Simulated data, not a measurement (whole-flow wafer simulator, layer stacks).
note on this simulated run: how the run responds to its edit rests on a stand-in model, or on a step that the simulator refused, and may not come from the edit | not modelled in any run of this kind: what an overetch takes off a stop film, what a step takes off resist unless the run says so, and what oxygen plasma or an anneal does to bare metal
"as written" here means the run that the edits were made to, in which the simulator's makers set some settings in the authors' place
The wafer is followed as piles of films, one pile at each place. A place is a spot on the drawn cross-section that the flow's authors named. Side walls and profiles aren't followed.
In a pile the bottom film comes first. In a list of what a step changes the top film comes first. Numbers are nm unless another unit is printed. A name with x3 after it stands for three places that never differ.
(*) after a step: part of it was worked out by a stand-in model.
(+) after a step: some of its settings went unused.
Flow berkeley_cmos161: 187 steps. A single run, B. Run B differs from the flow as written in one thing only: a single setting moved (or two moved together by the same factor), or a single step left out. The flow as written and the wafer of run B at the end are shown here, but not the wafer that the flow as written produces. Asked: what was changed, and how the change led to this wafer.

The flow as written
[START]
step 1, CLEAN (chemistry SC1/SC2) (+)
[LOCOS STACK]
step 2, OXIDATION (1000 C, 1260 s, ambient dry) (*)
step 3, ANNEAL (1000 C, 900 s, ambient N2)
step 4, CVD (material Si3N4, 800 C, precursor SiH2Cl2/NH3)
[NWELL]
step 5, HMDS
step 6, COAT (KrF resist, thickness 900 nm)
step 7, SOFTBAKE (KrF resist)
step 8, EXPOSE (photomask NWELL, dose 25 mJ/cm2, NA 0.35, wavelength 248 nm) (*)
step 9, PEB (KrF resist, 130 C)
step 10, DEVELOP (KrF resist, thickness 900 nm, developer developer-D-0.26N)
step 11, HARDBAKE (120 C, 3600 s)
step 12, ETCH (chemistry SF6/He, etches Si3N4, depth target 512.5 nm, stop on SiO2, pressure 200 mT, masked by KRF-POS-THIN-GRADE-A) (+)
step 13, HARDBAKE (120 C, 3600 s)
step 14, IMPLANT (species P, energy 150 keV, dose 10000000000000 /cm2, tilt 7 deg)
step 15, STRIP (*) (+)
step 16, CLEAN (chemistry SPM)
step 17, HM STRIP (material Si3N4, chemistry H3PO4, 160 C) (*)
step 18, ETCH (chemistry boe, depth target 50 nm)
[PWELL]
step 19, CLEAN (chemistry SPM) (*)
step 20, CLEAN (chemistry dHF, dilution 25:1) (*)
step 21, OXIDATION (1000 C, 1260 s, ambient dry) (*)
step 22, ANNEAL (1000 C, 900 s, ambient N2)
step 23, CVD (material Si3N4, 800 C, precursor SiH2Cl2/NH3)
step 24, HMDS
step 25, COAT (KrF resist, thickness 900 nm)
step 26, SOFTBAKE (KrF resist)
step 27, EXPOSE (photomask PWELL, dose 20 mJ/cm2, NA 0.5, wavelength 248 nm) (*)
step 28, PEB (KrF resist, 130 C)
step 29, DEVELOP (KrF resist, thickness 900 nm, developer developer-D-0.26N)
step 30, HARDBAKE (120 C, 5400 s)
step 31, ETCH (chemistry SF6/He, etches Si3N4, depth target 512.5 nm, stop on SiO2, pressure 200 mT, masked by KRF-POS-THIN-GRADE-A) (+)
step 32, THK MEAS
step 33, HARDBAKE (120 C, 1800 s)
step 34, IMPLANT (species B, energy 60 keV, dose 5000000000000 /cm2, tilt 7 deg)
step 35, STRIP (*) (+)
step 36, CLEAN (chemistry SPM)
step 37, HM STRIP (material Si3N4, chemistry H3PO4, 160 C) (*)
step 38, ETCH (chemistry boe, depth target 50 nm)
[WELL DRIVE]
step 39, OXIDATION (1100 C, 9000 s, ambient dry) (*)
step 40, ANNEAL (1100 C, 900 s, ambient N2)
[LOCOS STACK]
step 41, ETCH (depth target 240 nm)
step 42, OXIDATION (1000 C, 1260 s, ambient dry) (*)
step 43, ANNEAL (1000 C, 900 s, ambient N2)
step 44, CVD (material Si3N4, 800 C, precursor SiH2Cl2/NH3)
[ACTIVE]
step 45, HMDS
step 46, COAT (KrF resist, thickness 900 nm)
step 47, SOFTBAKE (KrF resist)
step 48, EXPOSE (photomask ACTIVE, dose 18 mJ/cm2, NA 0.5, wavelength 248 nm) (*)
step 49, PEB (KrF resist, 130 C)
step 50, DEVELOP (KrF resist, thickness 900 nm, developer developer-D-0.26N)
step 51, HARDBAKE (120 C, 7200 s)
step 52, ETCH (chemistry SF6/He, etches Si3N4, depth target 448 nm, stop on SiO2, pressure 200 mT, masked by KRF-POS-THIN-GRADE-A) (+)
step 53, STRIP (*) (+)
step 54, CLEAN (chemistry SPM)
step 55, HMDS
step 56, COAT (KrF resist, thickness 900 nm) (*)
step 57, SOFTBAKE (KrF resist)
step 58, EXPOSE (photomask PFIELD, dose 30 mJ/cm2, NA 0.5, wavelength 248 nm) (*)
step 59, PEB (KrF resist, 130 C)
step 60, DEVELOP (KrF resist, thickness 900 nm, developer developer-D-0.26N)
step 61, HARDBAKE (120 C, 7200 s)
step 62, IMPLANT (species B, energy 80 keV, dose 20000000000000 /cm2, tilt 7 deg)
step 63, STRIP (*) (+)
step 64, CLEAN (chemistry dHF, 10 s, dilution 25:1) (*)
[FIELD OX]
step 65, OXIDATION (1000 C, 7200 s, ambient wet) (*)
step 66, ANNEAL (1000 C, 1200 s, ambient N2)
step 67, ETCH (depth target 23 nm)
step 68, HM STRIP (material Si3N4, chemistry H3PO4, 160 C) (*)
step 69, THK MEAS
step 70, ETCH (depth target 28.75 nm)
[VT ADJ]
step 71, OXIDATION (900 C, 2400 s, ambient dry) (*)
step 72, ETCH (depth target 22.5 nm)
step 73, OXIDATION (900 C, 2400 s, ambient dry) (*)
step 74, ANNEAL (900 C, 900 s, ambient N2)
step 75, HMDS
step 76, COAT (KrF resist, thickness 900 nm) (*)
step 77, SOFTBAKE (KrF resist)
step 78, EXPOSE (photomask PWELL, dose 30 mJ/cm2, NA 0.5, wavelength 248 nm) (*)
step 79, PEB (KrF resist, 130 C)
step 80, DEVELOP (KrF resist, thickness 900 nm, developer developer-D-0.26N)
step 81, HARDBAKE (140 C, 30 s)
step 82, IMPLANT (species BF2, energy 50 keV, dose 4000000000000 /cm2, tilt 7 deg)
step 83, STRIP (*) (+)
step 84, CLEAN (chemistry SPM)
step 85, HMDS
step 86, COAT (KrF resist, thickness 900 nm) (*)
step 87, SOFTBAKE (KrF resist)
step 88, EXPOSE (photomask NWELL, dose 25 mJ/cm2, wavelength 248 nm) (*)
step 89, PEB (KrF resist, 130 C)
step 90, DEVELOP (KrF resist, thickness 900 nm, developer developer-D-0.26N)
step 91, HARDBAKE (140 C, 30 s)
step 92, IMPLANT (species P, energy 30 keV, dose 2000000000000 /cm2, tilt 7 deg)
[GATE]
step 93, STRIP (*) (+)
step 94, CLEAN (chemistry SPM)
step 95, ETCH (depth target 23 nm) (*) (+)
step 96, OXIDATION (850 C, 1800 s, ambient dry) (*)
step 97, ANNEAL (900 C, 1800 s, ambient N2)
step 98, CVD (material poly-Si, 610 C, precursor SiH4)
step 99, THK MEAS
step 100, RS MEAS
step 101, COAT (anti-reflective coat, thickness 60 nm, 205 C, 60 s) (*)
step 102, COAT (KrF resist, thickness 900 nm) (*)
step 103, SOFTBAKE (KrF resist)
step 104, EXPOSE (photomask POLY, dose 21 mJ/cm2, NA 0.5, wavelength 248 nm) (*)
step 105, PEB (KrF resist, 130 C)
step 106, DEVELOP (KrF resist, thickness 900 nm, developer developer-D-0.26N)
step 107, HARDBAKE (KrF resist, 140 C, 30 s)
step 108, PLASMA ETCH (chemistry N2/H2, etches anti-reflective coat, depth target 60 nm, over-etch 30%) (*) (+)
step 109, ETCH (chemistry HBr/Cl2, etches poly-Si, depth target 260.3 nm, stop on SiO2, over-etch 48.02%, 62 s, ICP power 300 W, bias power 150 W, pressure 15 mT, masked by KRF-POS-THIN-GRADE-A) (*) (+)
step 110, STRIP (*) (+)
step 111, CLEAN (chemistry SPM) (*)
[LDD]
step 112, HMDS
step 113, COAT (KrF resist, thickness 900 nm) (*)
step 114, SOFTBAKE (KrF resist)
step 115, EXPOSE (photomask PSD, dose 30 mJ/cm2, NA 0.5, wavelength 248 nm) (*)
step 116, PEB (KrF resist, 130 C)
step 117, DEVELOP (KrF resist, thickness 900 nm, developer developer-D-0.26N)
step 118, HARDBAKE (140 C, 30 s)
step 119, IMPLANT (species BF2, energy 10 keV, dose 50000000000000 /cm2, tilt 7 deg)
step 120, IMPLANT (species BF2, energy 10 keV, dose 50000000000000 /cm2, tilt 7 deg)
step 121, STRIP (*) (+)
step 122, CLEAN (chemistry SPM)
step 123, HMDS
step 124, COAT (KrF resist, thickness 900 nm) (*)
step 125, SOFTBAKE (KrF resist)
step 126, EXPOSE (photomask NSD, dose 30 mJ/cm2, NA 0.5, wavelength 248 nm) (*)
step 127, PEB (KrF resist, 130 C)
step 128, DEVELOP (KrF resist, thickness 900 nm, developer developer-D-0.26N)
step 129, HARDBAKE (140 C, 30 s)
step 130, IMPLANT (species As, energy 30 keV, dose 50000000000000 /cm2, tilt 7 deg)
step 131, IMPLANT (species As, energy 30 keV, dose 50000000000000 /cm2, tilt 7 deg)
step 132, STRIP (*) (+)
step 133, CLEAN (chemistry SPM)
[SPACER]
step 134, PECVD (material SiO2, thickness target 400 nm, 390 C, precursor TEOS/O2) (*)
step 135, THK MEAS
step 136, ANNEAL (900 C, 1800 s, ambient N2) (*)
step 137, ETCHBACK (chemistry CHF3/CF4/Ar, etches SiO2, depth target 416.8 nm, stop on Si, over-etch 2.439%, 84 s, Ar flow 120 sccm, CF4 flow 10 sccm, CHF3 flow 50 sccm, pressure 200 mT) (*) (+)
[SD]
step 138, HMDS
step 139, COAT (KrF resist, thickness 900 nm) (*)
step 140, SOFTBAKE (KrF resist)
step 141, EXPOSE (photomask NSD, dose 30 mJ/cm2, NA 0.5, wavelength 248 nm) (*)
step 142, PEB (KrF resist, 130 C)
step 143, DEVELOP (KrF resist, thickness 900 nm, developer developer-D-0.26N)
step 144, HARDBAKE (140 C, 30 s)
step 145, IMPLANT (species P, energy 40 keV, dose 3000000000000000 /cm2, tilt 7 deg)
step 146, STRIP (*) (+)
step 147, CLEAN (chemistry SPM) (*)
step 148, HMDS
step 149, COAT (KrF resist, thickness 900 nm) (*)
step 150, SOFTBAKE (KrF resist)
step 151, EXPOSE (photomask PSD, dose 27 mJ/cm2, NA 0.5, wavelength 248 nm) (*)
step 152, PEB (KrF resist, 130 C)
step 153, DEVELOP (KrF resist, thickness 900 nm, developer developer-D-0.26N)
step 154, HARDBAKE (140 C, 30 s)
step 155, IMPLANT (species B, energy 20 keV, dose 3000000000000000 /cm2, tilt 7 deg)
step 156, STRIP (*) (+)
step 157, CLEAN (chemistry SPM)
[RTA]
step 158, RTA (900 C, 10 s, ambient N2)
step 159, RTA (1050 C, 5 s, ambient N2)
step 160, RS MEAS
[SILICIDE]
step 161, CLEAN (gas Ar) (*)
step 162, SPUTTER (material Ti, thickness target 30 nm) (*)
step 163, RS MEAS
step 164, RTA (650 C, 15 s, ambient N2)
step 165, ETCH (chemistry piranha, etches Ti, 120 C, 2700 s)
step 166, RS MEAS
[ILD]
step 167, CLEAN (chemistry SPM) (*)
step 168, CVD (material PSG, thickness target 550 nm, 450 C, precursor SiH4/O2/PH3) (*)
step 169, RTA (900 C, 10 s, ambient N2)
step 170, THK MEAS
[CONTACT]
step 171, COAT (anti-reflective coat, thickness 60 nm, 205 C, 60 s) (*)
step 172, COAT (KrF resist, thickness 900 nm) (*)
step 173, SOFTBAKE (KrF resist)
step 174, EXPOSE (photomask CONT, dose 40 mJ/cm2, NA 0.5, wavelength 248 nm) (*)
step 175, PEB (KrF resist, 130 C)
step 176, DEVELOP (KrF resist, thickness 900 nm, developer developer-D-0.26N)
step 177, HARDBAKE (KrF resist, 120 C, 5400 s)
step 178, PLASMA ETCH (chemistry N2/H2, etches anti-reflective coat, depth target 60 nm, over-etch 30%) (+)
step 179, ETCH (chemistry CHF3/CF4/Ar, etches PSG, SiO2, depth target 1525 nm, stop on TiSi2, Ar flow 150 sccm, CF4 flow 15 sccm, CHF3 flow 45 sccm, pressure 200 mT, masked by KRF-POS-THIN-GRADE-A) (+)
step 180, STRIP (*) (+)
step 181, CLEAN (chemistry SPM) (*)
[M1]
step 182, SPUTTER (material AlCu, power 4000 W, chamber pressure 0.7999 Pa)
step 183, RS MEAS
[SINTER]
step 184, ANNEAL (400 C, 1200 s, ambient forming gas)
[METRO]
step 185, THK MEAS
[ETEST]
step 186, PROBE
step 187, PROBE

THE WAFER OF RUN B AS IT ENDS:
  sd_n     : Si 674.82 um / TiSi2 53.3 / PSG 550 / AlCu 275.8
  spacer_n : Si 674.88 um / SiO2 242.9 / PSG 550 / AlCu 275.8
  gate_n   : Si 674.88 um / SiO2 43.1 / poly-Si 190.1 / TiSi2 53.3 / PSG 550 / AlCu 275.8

Cause: step 41, ETCH: depth target 108 nm was run, while the flow as written has depth target 240 nm.

How this came from the change, step by step:
  step 41, ETCH (depth target 240 nm)
      field, sd_n, spacer_n and 6 more: SiO2 loses 108 (in the flow as written it would be: SiO2 loses 197.6 (all of it))
  step 42, OXIDATION (1000 C, 1260 s, ambient dry) (*)
      field, sd_n, spacer_n and 6 more: SiO2 gains 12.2, Si loses 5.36 (in the flow as written it would be: SiO2 gains 26.6 (new film), Si loses 11.7)
  step 65, OXIDATION (1000 C, 7200 s, ambient wet) (*)
      sd_n, sd_p: SiO2 gains 12.1 (new film), Si3N4 loses 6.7 (in the flow as written it would be: SiO2 gains 12.1 (new film), Si3N4 loses 6.7, SiO2 gains 0.25, Si loses 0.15)
      field: SiO2 gains 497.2, Si loses 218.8 (in the flow as written it would be: SiO2 gains 545.5, Si loses 240)
  step 70, ETCH (depth target 28.75 nm)
      spacer_n, gate_n, spacer_p, gate_p, contact, m1: SiO2 loses 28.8 (in the flow as written it would be: SiO2 loses 24.8 (all of it))
      sd_n, sd_p: SiO2 loses 28.8 (in the flow as written it would be: SiO2 loses 25 (all of it))
  step 71, OXIDATION (900 C, 2400 s, ambient dry) (*)
      sd_n, spacer_n, gate_n, sd_p, spacer_p, gate_p, contact, m1: SiO2 gains 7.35, Si loses 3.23 (in the flow as written it would be: SiO2 gains 14.9 (new film), Si loses 6.57)
  step 72, ETCH (depth target 22.5 nm)
      sd_n, spacer_n, gate_n, sd_p, spacer_p, gate_p, contact, m1: SiO2 loses 22.5 (in the flow as written it would be: SiO2 loses 14.9 (all of it))
  step 73, OXIDATION (900 C, 2400 s, ambient dry) (*)
      sd_n, spacer_n, gate_n, sd_p, spacer_p, gate_p, contact, m1: SiO2 gains 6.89, Si loses 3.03 (in the flow as written it would be: SiO2 gains 14.9 (new film), Si loses 6.57)
  step 95, ETCH (depth target 23 nm) (*) (+)
      sd_n, spacer_n, gate_n, sd_p, spacer_p, gate_p, contact, m1: SiO2 loses 23 (in the flow as written it would be: SiO2 loses 14.9 (all of it))
  step 96, OXIDATION (850 C, 1800 s, ambient dry) (*)
      sd_n, spacer_n, gate_n, sd_p, spacer_p, gate_p, contact, m1: SiO2 gains 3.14, Si loses 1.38 (in the flow as written it would be: SiO2 gains 7.48 (new film), Si loses 3.29)
  step 101, COAT (anti-reflective coat, thickness 60 nm, 205 C, 60 s) (*)
      sd_n: anti-reflective coat gains 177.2 (new film) (in the flow as written it would be: anti-reflective coat gains 173.5 (new film))
      spacer_n: anti-reflective coat gains 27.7 (new film) (in the flow as written it would be: anti-reflective coat gains 28.7 (new film))
  step 108, PLASMA ETCH (chemistry N2/H2, etches anti-reflective coat, depth target 60 nm, over-etch 30%) (*) (+)
      sd_n: anti-reflective coat loses 177.2 (all of it), poly-Si loses 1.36 (in the flow as written it would be: anti-reflective coat loses 173.5 (all of it), poly-Si loses 1.33)
      spacer_n: anti-reflective coat loses 27.7 (all of it), poly-Si loses 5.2 (in the flow as written it would be: anti-reflective coat loses 28.7 (all of it), poly-Si loses 5.05)
  step 137, ETCHBACK (chemistry CHF3/CF4/Ar, etches SiO2, depth target 416.8 nm, stop on Si, over-etch 2.439%, 84 s, Ar flow 120 sccm, CF4 flow 10 sccm, CHF3 flow 50 sccm, pressure 200 mT) (*) (+)
      sd_n: SiO2 loses 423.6 (all of it) (in the flow as written it would be: SiO2 loses 387.9 (all of it))
      sd_p: SiO2 loses 408.6 (all of it) (in the flow as written it would be: SiO2 loses 373.4 (all of it))
      (also at 2 further places)
  step 139, COAT (KrF resist, thickness 900 nm) (*)
      sd_n: KrF resist gains 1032 (new film) (in the flow as written it would be: KrF resist gains 1008.1 (new film))
      sd_p: KrF resist gains 1033.7 (new film) (in the flow as written it would be: KrF resist gains 1012.1 (new film))
      (also at 1 further place)
  step 143, DEVELOP (KrF resist, thickness 900 nm, developer developer-D-0.26N)
      sd_n: KrF resist loses 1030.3 (all of it) (in the flow as written it would be: KrF resist loses 1006.5 (all of it))
  step 144, HARDBAKE (140 C, 30 s)
      sd_p: KrF resist loses 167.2 (in the flow as written it would be: KrF resist loses 163.7)
      m1: KrF resist loses 165.3 (in the flow as written it would be: KrF resist loses 161.9)
  step 146, STRIP (*) (+)
      sd_p: chemical SiO2 gains 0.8 (new film), KrF resist loses 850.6 (all of it), Si loses 0.35 (in the flow as written it would be: chemical SiO2 gains 0.8 (new film), KrF resist loses 832.5 (all of it), Si loses 0.35)
      m1: chemical SiO2 gains 0.8 (new film), KrF resist loses 840.9 (all of it), Si loses 0.35 (in the flow as written it would be: chemical SiO2 gains 0.8 (new film), KrF resist loses 823.2 (all of it), Si loses 0.35)
  ... another 8 steps ...
  step 182, SPUTTER (material AlCu, power 4000 W, chamber pressure 0.7999 Pa)
      sd_p: AlCu gains 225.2 (new film) (in the flow as written it would be: AlCu gains 234.7 (new film))
